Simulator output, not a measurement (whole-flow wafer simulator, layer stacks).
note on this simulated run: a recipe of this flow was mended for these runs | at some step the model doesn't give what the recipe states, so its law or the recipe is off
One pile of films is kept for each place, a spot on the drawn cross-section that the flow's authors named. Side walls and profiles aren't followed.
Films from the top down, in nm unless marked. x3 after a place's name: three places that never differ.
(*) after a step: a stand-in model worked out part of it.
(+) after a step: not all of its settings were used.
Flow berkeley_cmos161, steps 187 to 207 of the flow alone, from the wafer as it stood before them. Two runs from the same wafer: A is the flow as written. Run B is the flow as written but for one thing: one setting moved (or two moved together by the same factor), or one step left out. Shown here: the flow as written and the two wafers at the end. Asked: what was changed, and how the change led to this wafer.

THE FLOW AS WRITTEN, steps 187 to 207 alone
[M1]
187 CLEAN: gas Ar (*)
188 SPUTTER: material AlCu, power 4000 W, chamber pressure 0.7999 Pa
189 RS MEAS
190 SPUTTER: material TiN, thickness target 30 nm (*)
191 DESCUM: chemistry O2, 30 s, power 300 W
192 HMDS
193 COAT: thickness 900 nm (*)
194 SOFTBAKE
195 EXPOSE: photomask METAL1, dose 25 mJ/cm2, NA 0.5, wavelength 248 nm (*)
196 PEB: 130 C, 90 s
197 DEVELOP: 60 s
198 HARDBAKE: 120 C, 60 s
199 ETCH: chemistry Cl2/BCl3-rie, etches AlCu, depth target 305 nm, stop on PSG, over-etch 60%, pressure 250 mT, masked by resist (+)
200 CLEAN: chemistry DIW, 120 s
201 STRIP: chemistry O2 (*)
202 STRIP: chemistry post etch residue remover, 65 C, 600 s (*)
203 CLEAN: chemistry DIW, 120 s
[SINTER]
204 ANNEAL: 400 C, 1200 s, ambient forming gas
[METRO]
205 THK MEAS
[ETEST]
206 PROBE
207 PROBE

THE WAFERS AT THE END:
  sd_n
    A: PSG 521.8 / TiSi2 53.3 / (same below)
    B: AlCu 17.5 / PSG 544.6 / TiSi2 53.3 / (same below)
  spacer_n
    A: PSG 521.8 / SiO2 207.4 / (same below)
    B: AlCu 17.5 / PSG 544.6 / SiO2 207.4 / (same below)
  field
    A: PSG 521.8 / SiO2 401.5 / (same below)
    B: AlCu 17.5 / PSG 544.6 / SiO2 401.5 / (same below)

The cause: step 199, ETCH: depth target 179 nm was run, where the flow has depth target 305 nm.

How the change led to this, step by step:
  199 ETCH: chemistry Cl2/BCl3-rie, etches AlCu, depth target 305 nm, stop on PSG, over-etch 60%, pressure 250 mT, masked by resist (+)
      field, sd_n, spacer_n, gate_n, spacer_p, gate_p: A TiN -30 (all of it), AlCu -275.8 (all of it), PSG -22.8 | B TiN -30 (all of it), AlCu -256.4
      contact, m1: A KrF-resist -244 | B KrF-resist -143.2
      (and at 1 more place)
  201 STRIP: chemistry O2 (*)
      contact: A KrF-resist -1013 (all of it) | B KrF-resist -1113.8 (all of it)
      m1: A KrF-resist -537.5 (all of it) | B KrF-resist -638.3 (all of it)
  202 STRIP: chemistry post etch residue remover, 65 C, 600 s (*)
      field, sd_n, spacer_n, gate_n, spacer_p, gate_p: A nothing | B AlCu -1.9
Counting metal films that touch as one body, sd_n has 1 body; the flow as written gives 0 bodies.
Counting metal films that touch as one body, spacer_n has 1 body; the flow as written gives 0 bodies.
Counting metal films that touch as one body, field has 1 body; the flow as written gives 0 bodies.
